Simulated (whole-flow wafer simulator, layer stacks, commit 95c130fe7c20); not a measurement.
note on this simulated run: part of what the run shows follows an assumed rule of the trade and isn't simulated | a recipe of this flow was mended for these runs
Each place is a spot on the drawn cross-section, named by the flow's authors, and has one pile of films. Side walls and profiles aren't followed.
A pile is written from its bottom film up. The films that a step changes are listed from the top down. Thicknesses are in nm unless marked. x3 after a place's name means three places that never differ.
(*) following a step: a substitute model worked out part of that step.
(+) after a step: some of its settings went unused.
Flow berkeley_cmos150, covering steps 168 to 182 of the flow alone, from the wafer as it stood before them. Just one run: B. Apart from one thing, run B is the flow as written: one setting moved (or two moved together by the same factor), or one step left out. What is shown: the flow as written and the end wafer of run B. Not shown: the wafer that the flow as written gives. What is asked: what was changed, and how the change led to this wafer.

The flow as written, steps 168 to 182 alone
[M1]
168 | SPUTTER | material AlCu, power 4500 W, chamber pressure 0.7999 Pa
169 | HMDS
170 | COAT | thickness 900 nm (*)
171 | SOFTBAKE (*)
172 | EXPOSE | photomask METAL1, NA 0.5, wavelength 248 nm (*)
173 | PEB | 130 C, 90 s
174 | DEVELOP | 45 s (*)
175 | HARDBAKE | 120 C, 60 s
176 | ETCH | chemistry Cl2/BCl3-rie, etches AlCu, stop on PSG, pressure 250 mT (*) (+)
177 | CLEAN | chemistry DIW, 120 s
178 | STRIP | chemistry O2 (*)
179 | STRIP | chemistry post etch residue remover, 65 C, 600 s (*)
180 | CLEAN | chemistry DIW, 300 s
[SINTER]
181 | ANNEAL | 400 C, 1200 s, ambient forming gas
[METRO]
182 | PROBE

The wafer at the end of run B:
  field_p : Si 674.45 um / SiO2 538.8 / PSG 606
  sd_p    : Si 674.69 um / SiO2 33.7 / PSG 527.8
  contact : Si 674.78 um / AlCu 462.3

What caused this: step 168, SPUTTER: chamber pressure 0.6919 Pa was run, whereas the flow has chamber pressure 0.7999 Pa.

The path from the change to this, step by step:
  168 | SPUTTER | material AlCu, power 4500 W, chamber pressure 0.7999 Pa
      field, sd_n, gate_n, gate_p, m1: AlCu gains 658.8 (new film) (it would be, as written: AlCu gains 626.1 (new film))
      field_p: AlCu gains 658.8 (new film) (it would be, as written: AlCu gains 619.8 (new film))
      (as well as at 2 more places)
  176 | ETCH | chemistry Cl2/BCl3-rie, etches AlCu, stop on PSG, pressure 250 mT (*) (+)
      field, sd_n, gate_n, gate_p: AlCu loses 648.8 (all of it), PSG loses 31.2 (it would be, as written: AlCu loses 616.1 (all of it), PSG loses 31.2)
      contact, m1: thick-KrF-resist loses 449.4 (it would be, as written: thick-KrF-resist loses 433.1)
      (as well as at 2 more places)
  178 | STRIP | chemistry O2 (*)
      m1: thick-KrF-resist loses 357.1 (all of it) (it would be, as written: thick-KrF-resist loses 373.8 (all of it))
